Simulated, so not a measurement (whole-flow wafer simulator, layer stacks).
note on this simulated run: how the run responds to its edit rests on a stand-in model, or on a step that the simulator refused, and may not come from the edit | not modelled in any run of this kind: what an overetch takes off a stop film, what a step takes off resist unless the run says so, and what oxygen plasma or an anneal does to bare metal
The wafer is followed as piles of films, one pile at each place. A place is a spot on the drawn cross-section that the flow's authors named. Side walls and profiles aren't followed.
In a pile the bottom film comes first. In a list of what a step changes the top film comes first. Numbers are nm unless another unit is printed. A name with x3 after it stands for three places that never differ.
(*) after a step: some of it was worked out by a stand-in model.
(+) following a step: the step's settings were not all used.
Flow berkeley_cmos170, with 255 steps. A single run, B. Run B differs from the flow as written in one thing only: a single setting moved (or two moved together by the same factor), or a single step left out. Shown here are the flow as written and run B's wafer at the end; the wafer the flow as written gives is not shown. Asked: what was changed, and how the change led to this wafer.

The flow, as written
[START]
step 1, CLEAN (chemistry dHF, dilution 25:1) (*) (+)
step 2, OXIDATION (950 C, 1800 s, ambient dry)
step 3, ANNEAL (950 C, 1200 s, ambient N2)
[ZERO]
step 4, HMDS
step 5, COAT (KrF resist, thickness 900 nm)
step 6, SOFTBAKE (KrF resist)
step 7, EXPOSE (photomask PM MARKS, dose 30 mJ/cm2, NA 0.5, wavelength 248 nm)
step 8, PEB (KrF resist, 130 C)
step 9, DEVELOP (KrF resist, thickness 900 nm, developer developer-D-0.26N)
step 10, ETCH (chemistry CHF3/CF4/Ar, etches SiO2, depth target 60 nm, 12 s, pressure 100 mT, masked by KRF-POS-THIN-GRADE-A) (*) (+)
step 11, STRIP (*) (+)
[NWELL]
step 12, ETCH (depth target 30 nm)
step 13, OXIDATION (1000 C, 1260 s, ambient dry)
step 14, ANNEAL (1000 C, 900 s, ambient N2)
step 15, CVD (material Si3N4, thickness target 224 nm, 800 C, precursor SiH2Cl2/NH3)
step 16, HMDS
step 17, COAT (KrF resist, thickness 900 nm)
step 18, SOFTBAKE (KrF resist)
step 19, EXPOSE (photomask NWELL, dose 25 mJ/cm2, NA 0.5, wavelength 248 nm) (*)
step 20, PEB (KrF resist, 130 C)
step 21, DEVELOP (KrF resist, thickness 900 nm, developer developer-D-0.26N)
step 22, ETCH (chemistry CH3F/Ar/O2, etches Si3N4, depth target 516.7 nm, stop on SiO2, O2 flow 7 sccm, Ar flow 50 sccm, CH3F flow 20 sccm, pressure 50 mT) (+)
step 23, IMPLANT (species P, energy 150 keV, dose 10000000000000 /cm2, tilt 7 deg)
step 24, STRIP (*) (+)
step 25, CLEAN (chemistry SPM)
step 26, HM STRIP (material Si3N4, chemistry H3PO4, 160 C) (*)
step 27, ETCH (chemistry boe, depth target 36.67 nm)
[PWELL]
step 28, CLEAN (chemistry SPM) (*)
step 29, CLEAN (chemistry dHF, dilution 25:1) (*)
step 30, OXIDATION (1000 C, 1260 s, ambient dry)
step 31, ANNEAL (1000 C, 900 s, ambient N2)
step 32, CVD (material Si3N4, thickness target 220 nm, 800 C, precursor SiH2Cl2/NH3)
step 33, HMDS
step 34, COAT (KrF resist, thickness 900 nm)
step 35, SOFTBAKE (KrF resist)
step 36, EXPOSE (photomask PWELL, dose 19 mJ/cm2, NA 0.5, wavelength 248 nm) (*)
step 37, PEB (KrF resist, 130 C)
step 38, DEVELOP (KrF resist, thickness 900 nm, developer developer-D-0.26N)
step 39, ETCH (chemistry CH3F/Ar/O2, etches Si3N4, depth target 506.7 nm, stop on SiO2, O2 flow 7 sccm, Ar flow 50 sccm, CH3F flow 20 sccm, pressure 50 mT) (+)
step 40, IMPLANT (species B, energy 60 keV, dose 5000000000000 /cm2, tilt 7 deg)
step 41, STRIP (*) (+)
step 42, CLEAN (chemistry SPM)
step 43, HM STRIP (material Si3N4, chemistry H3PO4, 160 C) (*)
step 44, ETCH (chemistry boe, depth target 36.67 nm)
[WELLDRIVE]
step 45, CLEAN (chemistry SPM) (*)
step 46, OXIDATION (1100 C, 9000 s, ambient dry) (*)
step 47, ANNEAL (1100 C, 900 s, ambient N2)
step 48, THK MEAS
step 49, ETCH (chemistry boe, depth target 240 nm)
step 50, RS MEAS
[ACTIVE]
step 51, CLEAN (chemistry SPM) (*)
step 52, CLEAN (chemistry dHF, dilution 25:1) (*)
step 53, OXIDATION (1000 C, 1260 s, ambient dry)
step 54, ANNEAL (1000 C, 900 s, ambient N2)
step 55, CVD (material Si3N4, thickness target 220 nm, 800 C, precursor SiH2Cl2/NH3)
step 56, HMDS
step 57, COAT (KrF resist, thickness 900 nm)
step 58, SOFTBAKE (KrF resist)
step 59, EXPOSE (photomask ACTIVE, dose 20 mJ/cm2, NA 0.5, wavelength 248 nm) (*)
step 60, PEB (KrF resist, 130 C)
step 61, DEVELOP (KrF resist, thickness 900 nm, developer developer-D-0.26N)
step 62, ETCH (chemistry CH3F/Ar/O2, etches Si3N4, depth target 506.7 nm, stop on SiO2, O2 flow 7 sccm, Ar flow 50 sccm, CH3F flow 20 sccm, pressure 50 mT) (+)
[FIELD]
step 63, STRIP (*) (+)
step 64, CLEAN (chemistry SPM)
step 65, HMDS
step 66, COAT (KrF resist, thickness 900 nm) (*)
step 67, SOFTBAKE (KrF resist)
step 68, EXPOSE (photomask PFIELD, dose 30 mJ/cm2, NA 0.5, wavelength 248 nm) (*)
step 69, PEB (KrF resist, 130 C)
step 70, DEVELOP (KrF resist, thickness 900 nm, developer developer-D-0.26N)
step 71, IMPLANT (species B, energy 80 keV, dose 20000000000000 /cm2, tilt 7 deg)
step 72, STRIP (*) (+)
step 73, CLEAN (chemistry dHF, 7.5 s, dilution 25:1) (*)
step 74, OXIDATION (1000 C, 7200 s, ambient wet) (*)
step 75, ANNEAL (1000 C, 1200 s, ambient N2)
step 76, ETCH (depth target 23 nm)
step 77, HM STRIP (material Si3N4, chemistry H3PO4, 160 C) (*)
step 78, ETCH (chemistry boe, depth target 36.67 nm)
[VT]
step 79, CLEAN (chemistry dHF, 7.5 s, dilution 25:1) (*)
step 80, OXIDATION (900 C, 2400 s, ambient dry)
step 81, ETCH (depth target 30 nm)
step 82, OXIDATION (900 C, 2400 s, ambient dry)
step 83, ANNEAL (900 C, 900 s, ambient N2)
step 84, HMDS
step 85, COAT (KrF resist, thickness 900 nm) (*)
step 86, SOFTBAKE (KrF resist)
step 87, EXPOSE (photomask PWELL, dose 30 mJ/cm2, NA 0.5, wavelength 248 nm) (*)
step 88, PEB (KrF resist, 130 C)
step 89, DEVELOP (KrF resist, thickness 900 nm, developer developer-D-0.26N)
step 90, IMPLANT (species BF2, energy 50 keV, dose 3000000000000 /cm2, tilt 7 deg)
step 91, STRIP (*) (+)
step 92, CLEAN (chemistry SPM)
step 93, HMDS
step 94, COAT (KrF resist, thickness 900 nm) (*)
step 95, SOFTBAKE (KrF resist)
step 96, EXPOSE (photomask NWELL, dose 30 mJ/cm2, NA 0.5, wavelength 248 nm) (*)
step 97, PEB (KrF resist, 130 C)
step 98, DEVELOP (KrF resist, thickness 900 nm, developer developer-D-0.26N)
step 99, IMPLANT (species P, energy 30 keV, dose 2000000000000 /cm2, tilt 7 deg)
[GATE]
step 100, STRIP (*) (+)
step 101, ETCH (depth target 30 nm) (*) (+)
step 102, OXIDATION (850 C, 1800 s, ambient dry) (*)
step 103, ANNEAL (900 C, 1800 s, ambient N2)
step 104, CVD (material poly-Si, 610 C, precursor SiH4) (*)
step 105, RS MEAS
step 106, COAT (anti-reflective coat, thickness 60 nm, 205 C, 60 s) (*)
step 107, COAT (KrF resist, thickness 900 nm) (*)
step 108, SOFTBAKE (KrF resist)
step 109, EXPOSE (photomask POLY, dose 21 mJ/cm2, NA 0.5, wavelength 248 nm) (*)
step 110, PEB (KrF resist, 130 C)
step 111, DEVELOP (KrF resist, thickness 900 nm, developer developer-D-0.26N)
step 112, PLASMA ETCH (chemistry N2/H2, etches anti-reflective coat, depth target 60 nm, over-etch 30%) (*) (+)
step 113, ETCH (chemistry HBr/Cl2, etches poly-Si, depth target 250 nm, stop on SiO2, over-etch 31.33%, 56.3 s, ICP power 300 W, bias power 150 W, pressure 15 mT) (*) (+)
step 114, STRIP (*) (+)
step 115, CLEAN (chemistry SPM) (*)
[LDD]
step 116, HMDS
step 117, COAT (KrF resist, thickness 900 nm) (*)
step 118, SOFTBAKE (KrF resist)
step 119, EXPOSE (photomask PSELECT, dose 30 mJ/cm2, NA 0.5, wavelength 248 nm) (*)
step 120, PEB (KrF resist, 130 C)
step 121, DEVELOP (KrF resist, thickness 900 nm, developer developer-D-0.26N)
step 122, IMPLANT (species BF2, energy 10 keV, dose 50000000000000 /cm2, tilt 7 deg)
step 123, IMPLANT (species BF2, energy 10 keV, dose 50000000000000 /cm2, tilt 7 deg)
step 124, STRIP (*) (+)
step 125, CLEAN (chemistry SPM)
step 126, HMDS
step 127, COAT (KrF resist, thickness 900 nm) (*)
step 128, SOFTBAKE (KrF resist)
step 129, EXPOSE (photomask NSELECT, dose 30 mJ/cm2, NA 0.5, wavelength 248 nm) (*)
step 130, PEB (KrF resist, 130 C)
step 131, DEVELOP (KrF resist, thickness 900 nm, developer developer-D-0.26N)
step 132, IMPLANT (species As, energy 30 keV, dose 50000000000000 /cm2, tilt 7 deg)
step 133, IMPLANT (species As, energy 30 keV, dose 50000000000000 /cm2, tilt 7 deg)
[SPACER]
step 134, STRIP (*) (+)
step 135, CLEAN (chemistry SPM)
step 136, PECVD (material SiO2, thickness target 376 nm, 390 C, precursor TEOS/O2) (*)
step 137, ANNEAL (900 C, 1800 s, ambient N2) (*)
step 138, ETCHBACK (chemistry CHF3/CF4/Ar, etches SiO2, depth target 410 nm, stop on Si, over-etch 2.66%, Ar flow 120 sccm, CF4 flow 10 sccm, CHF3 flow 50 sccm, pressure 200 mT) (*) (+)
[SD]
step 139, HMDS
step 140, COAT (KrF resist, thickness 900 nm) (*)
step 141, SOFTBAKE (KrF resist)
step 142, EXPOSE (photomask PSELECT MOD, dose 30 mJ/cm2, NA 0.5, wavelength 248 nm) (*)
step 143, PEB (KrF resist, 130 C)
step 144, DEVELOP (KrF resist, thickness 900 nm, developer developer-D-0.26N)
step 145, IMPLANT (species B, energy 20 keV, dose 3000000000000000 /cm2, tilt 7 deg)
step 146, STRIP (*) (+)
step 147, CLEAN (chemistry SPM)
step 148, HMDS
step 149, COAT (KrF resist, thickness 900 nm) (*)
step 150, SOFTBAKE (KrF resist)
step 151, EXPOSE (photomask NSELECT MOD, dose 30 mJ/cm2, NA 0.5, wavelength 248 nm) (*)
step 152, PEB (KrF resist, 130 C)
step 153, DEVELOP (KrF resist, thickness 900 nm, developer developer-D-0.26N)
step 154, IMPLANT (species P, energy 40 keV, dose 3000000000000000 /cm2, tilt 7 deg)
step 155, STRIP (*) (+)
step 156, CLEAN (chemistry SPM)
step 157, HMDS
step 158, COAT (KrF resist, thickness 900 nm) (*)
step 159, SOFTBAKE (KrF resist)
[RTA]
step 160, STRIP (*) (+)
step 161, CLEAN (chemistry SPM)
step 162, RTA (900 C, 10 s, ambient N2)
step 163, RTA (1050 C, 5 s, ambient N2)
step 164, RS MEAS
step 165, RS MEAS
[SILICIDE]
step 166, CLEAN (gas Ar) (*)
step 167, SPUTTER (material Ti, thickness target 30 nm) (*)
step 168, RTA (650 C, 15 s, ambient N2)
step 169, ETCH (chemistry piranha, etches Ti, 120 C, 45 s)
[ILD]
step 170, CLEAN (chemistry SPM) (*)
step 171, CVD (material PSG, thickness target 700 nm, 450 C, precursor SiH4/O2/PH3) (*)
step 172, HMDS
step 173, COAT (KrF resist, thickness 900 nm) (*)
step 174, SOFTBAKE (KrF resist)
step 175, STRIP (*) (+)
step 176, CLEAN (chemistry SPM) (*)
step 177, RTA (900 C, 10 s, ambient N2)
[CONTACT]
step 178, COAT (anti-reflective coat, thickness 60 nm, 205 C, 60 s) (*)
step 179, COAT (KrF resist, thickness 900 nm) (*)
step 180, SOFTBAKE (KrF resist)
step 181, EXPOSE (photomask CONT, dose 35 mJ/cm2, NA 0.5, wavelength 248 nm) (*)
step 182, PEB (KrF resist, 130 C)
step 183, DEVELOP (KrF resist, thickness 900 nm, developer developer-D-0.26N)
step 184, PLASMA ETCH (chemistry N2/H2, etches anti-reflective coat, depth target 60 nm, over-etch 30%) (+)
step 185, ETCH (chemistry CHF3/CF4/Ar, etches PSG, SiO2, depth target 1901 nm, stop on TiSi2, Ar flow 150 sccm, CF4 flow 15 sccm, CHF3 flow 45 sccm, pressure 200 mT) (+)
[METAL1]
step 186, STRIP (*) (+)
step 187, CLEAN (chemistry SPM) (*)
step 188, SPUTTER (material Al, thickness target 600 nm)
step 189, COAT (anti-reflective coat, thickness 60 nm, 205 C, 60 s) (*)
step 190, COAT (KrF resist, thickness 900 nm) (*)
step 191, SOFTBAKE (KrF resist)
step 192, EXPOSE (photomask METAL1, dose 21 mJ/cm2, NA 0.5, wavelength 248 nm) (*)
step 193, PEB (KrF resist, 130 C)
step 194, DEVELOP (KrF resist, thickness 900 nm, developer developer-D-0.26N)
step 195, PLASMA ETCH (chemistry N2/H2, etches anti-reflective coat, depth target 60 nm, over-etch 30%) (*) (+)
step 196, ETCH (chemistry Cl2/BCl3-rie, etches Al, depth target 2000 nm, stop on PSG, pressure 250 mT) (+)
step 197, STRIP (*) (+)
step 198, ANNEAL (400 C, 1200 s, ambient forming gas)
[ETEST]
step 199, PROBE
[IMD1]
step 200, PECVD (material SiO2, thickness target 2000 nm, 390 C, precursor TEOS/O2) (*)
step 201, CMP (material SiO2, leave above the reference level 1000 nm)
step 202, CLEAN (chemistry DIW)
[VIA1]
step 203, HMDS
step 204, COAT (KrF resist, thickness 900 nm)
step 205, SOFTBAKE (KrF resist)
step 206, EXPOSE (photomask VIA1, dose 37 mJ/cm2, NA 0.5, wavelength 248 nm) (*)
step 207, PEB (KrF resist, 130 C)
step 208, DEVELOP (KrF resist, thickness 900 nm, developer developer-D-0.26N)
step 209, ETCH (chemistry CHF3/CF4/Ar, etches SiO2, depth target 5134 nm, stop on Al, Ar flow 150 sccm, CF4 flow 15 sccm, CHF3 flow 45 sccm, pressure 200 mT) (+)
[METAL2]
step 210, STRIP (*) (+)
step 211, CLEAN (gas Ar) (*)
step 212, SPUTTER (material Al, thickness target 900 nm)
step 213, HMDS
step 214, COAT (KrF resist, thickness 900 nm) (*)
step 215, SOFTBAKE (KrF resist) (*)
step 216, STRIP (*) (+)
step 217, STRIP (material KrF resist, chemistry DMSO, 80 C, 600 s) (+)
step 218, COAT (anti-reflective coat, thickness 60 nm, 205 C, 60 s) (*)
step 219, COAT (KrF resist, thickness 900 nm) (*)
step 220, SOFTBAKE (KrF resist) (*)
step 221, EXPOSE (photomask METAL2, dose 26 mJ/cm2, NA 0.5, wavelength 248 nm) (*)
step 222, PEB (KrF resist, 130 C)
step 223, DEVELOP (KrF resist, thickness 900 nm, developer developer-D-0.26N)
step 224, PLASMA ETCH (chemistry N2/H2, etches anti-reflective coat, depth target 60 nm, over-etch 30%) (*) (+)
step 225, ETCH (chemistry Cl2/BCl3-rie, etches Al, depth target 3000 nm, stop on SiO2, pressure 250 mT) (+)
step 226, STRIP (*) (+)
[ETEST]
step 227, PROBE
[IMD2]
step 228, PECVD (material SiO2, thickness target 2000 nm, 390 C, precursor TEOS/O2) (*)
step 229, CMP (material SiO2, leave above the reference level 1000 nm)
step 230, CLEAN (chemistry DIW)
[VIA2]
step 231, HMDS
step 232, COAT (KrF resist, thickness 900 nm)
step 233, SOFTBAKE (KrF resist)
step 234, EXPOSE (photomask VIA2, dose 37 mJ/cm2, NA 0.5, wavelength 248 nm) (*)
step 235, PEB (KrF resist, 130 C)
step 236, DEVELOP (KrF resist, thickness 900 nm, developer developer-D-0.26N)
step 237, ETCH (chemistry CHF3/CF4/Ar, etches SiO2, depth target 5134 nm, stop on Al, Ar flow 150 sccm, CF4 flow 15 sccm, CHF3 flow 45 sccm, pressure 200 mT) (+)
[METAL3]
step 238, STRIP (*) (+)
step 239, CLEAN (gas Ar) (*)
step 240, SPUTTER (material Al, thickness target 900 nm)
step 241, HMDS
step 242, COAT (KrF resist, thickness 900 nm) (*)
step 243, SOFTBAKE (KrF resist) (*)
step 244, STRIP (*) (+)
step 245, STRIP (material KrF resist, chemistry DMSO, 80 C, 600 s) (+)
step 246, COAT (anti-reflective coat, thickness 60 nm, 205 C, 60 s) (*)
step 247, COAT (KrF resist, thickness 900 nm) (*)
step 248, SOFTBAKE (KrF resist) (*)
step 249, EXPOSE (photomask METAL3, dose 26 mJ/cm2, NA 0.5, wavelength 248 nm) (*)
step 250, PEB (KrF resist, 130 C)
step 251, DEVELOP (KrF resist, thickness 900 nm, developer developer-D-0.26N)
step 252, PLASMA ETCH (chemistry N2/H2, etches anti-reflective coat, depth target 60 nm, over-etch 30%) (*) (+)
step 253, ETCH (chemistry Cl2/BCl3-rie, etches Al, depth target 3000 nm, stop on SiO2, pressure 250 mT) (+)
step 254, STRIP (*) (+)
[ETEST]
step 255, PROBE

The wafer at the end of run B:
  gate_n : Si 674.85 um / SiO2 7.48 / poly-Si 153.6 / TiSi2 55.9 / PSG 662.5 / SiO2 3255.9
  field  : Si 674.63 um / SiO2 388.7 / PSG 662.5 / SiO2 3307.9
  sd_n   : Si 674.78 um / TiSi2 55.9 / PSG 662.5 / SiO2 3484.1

Cause: step 55, CVD: 663 C was run, whereas the flow has 800 C.

How this came from the change, step by step:
  step 55, CVD (material Si3N4, thickness target 220 nm, 800 C, precursor SiH2Cl2/NH3)
      field, sd_n, spacer_n and 9 more: Si3N4 gains 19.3 (new film) (as written it would have been: Si3N4 gains 220 (new film))
  step 62, ETCH (chemistry CH3F/Ar/O2, etches Si3N4, depth target 506.7 nm, stop on SiO2, O2 flow 7 sccm, Ar flow 50 sccm, CH3F flow 20 sccm, pressure 50 mT) (+)
      sd_n, spacer_n, gate_n and 8 more: KrF resist loses 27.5 (as written it would have been: KrF resist loses 161.3)
      field: Si3N4 loses 19.3 (all of it), SiO2 loses 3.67 (as written it would have been: Si3N4 loses 220 (all of it), SiO2 loses 3.67)
  step 63, STRIP (*) (+)
      sd_n, spacer_n, gate_n and 8 more: KrF resist loses 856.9 (all of it) (as written it would have been: KrF resist loses 723 (all of it))
  step 66, COAT (KrF resist, thickness 900 nm) (*)
      field: KrF resist gains 905.7 (new film) (as written it would have been: KrF resist gains 957.2 (new film))
      sd_n: KrF resist gains 887.5 (new film) (as written it would have been: KrF resist gains 784.1 (new film))
      (and at 10 other places as well)
  step 70, DEVELOP (KrF resist, thickness 900 nm, developer developer-D-0.26N)
      field: KrF resist loses 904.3 (all of it) (as written it would have been: KrF resist loses 955.7 (all of it))
  step 72, STRIP (*) (+)
      sd_n: KrF resist loses 871.9 (all of it) (as written it would have been: KrF resist loses 768.6 (all of it))
      spacer_n: KrF resist loses 875.8 (all of it) (as written it would have been: KrF resist loses 804.7 (all of it))
      (and at 9 other places as well)
  step 74, OXIDATION (1000 C, 7200 s, ambient wet) (*)
      sd_n: SiO2 gains 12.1 (new film), Si3N4 loses 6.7, SiO2 gains 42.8, Si loses 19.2 (as written it would have been: SiO2 gains 12.1 (new film), Si3N4 loses 6.7, SiO2 gains 0.07, Si loses 0.07)
      sd_p: SiO2 gains 12.1 (new film), Si3N4 loses 6.7, SiO2 gains 41.4, Si loses 18.6 (as written it would have been: SiO2 gains 12.1 (new film), Si3N4 loses 6.7, SiO2 gains 0.07, Si loses 0.07)
  step 77, HM STRIP (material Si3N4, chemistry H3PO4, 160 C) (*)
      sd_n, spacer_n, gate_n and 8 more: Si3N4 loses 12 (all of it), SiO2 loses 0.11 (as written it would have been: Si3N4 loses 212.7 (all of it), SiO2 loses 1.99)
      field: SiO2 loses 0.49 (as written it would have been: SiO2 loses 8.64)
  step 78, ETCH (chemistry boe, depth target 36.67 nm)
      sd_n, sd_p: SiO2 loses 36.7 (as written it would have been: SiO2 loses 24.6 (all of it))
      spacer_n, gate_n, gate_p, m1, via1, m2, via2: SiO2 loses 26.4 (all of it) (as written it would have been: SiO2 loses 24.6 (all of it))
      (and at 2 other places as well)
  step 79, CLEAN (chemistry dHF, 7.5 s, dilution 25:1) (*)
      sd_n, sd_p: SiO2 loses 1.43 (as written it would have been: nothing)
  step 80, OXIDATION (900 C, 2400 s, ambient dry)
      sd_n: SiO2 gains 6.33, Si loses 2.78 (as written it would have been: SiO2 gains 14.9 (new film), Si loses 6.57)
      sd_p: SiO2 gains 6.41, Si loses 2.82 (as written it would have been: SiO2 gains 14.9 (new film), Si loses 6.57)
  step 81, ETCH (depth target 30 nm)
      sd_n, sd_p: SiO2 loses 30 (as written it would have been: SiO2 loses 14.9 (all of it))
  step 82, OXIDATION (900 C, 2400 s, ambient dry)
      sd_n: SiO2 gains 10.6, Si loses 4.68 (as written it would have been: SiO2 gains 14.9 (new film), Si loses 6.57)
      sd_p: SiO2 gains 10.9, Si loses 4.79 (as written it would have been: SiO2 gains 14.9 (new film), Si loses 6.57)
  step 101, ETCH (depth target 30 nm) (*) (+)
      sd_n: SiO2 loses 18.1 (all of it) (as written it would have been: SiO2 loses 14.9 (all of it))
      sd_p: SiO2 loses 17 (all of it) (as written it would have been: SiO2 loses 14.9 (all of it))
  step 106, COAT (anti-reflective coat, thickness 60 nm, 205 C, 60 s) (*)
      field: anti-reflective coat gains 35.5 (new film) (as written it would have been: anti-reflective coat gains 34.7 (new film))
      sd_n: anti-reflective coat gains 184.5 (new film) (as written it would have been: anti-reflective coat gains 158.6 (new film))
      (and at 6 other places as well)
  step 112, PLASMA ETCH (chemistry N2/H2, etches anti-reflective coat, depth target 60 nm, over-etch 30%) (*) (+)
      field: anti-reflective coat loses 35.5 (all of it), poly-Si loses 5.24 (as written it would have been: anti-reflective coat loses 34.7 (all of it), poly-Si loses 4.4)
      sd_n: anti-reflective coat loses 184.5 (all of it), poly-Si loses 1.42 (as written it would have been: anti-reflective coat loses 158.6 (all of it), poly-Si loses 1.22)
      (and at 8 other places as well)
  ... another 8 steps ...
  step 201, CMP (material SiO2, leave above the reference level 1000 nm)
      sd_n: SiO2 loses 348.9 (as written it would have been: SiO2 loses 362.4)
      sd_p: SiO2 loses 319.7 (as written it would have been: SiO2 loses 335.3)
      (and at 1 other place as well)
